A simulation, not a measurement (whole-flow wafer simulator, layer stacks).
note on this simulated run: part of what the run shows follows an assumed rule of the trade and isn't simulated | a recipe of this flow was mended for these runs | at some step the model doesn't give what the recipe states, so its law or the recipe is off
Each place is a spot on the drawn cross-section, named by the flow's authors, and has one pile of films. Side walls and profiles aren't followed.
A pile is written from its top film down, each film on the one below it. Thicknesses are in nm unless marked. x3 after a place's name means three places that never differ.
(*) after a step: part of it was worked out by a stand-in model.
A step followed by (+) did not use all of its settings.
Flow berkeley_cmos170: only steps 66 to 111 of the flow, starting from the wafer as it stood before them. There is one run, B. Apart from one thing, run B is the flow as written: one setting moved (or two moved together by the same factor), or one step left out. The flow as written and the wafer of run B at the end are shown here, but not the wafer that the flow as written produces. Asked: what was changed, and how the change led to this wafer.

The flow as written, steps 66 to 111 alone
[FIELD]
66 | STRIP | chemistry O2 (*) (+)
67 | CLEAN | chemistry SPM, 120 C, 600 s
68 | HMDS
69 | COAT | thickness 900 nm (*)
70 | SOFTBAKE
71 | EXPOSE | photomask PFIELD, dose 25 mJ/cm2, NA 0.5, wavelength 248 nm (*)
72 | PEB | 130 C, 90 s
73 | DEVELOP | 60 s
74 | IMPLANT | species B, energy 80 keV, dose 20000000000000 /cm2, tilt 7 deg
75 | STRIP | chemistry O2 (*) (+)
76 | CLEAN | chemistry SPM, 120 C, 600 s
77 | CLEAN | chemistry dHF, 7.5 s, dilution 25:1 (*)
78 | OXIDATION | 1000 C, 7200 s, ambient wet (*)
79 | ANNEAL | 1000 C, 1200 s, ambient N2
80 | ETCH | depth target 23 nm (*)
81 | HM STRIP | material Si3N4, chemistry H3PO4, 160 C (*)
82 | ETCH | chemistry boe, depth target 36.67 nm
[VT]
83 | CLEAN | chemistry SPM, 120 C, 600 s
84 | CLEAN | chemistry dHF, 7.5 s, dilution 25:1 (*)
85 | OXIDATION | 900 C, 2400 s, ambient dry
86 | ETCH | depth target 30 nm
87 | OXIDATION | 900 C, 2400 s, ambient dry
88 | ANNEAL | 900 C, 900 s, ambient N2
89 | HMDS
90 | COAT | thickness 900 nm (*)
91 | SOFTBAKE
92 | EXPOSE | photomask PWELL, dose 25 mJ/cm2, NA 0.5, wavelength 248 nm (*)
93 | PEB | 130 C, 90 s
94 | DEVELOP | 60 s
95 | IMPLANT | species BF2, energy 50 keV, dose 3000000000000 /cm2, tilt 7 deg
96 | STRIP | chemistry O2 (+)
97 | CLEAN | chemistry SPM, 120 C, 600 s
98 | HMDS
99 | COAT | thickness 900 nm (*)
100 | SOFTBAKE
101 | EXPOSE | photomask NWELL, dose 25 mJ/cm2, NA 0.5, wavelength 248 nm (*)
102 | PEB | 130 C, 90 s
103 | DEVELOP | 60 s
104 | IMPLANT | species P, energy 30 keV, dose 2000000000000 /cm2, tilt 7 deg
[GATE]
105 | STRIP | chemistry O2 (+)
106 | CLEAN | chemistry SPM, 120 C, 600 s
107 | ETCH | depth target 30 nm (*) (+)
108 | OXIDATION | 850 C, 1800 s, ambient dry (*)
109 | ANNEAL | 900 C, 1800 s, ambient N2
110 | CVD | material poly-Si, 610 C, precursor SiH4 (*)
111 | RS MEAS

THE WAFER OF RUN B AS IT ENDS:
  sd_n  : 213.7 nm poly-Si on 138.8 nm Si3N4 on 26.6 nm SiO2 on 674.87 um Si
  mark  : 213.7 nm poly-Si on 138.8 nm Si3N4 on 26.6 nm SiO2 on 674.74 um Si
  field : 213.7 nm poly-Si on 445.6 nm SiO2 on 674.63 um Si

Cause: step 81, HM STRIP: 112 C was run, while the flow as written has 160 C.

Step by step, how the change led to this:
  81 | HM STRIP | material Si3N4, chemistry H3PO4, 160 C (*)
      mark, sd_n, spacer_n and 9 more: -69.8 Si3N4 (as written it would have been: -212.2 Si3N4 (all of it), -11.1 SiO2)
      field: -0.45 SiO2 (as written it would have been: -17.7 SiO2)
  82 | ETCH | chemistry boe, depth target 36.67 nm
      mark, sd_n, spacer_n and 9 more: -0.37 Si3N4 (as written it would have been: -15.5 SiO2 (all of it))
  83 | CLEAN | chemistry SPM, 120 C, 600 s
      mark, sd_n, spacer_n and 9 more: nothing (as written it would have been: +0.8 chemical SiO2 (new film), -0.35 Si)
  84 | CLEAN | chemistry dHF, 7.5 s, dilution 25:1 (*)
      mark, sd_n, spacer_n and 9 more: -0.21 Si3N4 (as written it would have been: -0.8 chemical SiO2 (all of it))
  85 | OXIDATION | 900 C, 2400 s, ambient dry
      mark, sd_n, spacer_n and 9 more: nothing (as written it would have been: +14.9 SiO2 (new film), -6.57 Si)
  86 | ETCH | depth target 30 nm
      mark, sd_n, spacer_n and 9 more: -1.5 Si3N4 (as written it would have been: -14.9 SiO2 (all of it))
  87 | OXIDATION | 900 C, 2400 s, ambient dry
      mark, sd_n, spacer_n and 9 more: nothing (as written it would have been: +14.9 SiO2 (new film), -6.57 Si)
  90 | COAT | thickness 900 nm (*)
      field: +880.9 KrF-resist (new film) (as written it would have been: +840.6 KrF-resist (new film))
      sd_n: +932.4 KrF-resist (new film) (as written it would have been: +1004.6 KrF-resist (new film))
      (and at 10 other places as well)
  94 | DEVELOP | 60 s
      field: -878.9 KrF-resist (all of it) (as written it would have been: -838.8 KrF-resist (all of it))
      sd_n: -930.3 KrF-resist (all of it) (as written it would have been: -1002.3 KrF-resist (all of it))
      (and at 7 other places as well)
  96 | STRIP | chemistry O2 (+)
      sd_p: -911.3 KrF-resist (all of it) (as written it would have been: -971.9 KrF-resist (all of it))
      spacer_p: -906.4 KrF-resist (all of it) (as written it would have been: -953.7 KrF-resist (all of it))
      (and at 1 other place as well)
  99 | COAT | thickness 900 nm (*)
      field: +880.9 KrF-resist (new film) (as written it would have been: +840.6 KrF-resist (new film))
      sd_n: +932.4 KrF-resist (new film) (as written it would have been: +1004.6 KrF-resist (new film))
      (and at 10 other places as well)
  103 | DEVELOP | 60 s
      sd_p: -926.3 KrF-resist (all of it) (as written it would have been: -986.9 KrF-resist (all of it))
      spacer_p: -921.3 KrF-resist (all of it) (as written it would have been: -968.6 KrF-resist (all of it))
      (and at 1 other place as well)
  105 | STRIP | chemistry O2 (+)
      field: -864 KrF-resist (all of it) (as written it would have been: -823.8 KrF-resist (all of it))
      sd_n: -915.4 KrF-resist (all of it) (as written it would have been: -987.4 KrF-resist (all of it))
      (and at 7 other places as well)
  107 | ETCH | depth target 30 nm (*) (+)
      mark, sd_n, spacer_n and 9 more: -1.5 Si3N4 (as written it would have been: -14.9 SiO2 (all of it))
  108 | OXIDATION | 850 C, 1800 s, ambient dry (*)
      mark, sd_n, spacer_n and 9 more: nothing (as written it would have been: +7.48 SiO2 (new film), -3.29 Si)
